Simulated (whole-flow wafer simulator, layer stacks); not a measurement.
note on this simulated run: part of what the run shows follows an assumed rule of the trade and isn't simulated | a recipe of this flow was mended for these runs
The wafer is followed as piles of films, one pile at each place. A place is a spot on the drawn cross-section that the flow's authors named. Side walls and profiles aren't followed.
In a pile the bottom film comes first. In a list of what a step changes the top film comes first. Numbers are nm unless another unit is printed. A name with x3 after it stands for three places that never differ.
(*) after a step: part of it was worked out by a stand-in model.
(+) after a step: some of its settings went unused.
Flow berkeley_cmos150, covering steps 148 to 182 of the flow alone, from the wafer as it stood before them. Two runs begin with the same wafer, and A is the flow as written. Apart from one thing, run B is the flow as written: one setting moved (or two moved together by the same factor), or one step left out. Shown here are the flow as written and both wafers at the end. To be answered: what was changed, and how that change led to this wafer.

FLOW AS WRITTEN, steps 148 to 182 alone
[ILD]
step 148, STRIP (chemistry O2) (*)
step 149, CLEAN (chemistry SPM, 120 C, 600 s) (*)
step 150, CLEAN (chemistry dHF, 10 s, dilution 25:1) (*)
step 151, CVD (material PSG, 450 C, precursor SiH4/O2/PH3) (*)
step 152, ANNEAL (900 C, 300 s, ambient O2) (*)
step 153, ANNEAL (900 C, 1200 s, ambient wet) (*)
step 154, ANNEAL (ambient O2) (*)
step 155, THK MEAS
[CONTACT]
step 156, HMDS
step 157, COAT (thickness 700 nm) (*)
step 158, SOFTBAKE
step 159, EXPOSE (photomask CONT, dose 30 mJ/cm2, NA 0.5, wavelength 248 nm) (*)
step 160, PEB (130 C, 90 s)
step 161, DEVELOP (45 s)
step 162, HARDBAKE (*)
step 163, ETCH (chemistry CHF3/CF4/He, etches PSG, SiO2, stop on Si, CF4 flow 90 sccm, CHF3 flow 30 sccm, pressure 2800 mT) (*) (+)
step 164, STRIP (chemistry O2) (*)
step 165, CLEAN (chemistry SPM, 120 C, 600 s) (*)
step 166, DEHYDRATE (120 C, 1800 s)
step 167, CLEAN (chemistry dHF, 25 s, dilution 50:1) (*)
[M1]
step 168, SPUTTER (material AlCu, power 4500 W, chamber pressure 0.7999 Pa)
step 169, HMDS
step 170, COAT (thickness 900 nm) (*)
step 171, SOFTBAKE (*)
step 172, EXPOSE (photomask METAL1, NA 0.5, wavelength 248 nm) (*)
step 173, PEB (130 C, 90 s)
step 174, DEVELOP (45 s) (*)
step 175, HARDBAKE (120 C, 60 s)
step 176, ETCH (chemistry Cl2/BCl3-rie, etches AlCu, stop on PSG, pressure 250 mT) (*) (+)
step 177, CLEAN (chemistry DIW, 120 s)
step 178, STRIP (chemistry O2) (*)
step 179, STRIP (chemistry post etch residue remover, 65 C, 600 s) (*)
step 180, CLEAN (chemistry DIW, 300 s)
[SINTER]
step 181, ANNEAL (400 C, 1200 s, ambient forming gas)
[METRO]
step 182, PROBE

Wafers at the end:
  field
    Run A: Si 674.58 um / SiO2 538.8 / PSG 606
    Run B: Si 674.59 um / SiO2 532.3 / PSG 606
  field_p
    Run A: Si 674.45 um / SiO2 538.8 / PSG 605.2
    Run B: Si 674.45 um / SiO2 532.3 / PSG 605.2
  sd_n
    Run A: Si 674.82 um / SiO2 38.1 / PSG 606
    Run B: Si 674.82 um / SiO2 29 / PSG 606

The reason: step 153, ANNEAL: 720 s was run, while the flow as written has 1200 s.

Step by step, how the change led to this:
  step 153, ANNEAL (900 C, 1200 s, ambient wet) (*)
      sd_n, contact, m1: A PSG loses 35, SiO2 gains 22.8, Si loses 10 | B PSG loses 35, SiO2 gains 13.7, Si loses 6.03
      field, field_p: A PSG loses 35, SiO2 gains 16.3, Si loses 7.15 | B PSG loses 35, SiO2 gains 9.77, Si loses 4.3
      (and at 3 other places as well)
  step 163, ETCH (chemistry CHF3/CF4/He, etches PSG, SiO2, stop on Si, CF4 flow 90 sccm, CHF3 flow 30 sccm, pressure 2800 mT) (*) (+)
      contact: A PSG loses 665 (all of it), SiO2 loses 38.1 (all of it), Si loses 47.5 | B PSG loses 665 (all of it), SiO2 loses 29 (all of it), Si loses 47.5
  step 176, ETCH (chemistry Cl2/BCl3-rie, etches AlCu, stop on PSG, pressure 250 mT) (*) (+)
      gate_p: A AlCu loses 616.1 (all of it), PSG loses 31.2 | B AlCu loses 609.7 (all of it), PSG loses 32
